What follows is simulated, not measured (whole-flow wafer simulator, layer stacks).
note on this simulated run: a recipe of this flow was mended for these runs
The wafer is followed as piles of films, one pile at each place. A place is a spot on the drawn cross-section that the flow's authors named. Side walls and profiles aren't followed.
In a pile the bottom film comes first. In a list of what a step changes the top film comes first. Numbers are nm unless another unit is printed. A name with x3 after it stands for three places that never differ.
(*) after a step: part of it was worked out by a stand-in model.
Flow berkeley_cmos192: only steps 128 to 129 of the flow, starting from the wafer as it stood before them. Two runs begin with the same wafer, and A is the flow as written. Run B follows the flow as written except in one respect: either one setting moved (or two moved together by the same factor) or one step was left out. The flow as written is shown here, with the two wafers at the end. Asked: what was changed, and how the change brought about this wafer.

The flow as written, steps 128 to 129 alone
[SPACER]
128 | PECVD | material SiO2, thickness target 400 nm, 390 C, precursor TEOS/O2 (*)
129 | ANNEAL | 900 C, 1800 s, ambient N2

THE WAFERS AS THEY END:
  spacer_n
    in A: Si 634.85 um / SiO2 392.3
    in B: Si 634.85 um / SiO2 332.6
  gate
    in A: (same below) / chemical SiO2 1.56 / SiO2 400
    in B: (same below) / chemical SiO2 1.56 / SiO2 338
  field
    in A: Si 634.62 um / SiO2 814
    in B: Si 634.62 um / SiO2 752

What caused this: step 128, PECVD: thickness target 338 nm was run, while the flow as written has thickness target 400 nm.
One can read it off the wafer: gate has SiO2 338, and step 128 as written asks for 400 nm.

The path from the change to this, step by step:
  128 | PECVD | material SiO2, thickness target 400 nm, 390 C, precursor TEOS/O2 (*)
      field, sd_n, contact, m1: A +400 SiO2 | B +338 SiO2
      spacer_n, sd_p, spacer_p: A +386.5 SiO2 | B +326.9 SiO2
      (as well as at 2 more places)
